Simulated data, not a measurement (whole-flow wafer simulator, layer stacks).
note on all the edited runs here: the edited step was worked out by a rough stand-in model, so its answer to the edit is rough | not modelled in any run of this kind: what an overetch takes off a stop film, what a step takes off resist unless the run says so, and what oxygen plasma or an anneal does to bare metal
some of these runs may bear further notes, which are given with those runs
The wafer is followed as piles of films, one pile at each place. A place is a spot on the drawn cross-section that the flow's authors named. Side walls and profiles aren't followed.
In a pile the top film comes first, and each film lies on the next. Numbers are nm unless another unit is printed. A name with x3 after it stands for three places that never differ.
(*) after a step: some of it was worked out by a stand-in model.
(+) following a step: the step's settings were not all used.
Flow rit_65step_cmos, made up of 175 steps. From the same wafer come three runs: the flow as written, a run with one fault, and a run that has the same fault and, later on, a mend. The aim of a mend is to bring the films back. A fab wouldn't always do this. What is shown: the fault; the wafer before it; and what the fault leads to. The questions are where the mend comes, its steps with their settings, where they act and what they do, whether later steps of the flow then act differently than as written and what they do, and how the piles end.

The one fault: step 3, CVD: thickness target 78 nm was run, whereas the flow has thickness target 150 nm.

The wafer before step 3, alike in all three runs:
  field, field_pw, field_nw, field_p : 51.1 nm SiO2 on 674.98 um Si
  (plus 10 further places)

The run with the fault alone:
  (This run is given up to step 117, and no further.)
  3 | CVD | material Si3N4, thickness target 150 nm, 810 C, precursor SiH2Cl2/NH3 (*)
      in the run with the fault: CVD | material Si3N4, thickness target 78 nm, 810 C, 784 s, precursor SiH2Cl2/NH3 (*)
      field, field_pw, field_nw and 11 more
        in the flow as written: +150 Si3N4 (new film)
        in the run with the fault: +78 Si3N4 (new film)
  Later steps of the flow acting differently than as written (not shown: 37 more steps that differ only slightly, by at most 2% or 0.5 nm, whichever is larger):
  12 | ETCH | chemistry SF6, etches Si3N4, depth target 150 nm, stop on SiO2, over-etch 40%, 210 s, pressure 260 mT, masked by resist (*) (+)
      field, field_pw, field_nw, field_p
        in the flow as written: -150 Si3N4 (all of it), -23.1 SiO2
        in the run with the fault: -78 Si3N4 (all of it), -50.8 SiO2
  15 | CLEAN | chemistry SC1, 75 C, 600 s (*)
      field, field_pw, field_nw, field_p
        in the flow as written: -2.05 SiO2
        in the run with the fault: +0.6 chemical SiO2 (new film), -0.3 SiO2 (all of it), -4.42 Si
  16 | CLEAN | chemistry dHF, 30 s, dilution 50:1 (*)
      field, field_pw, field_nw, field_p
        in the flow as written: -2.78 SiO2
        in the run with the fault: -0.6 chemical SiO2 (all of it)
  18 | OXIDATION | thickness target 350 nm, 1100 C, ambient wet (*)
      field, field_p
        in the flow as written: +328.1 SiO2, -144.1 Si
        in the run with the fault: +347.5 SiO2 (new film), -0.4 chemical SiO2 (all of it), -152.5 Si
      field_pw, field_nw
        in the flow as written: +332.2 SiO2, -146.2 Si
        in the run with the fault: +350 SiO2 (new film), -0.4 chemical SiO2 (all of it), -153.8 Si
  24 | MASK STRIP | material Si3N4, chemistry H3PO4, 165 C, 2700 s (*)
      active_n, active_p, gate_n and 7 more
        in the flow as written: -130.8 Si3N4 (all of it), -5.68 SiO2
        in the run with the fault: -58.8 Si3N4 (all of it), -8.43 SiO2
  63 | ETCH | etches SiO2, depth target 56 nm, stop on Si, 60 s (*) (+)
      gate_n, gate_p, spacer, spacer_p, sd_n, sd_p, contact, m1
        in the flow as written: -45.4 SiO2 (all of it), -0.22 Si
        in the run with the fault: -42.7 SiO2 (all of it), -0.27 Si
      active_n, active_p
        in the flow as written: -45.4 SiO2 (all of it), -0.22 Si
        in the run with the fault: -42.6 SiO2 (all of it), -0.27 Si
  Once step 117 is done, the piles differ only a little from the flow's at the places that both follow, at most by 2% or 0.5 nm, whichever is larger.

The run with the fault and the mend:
  The mend stands after step 4.
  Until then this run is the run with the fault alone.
  4a | CVD | material Si3N4, thickness target 72 nm, 810 C, 716 s, precursor SiH2Cl2/NH3 (*) (a further turn of the flow's step 3, with different settings)
      field, field_pw, field_nw and 11 more
        +72 Si3N4
  Every later step of the flow that is run acts as written at every place that is followed.
  At every place that both follow, the piles at the end match the flow's.
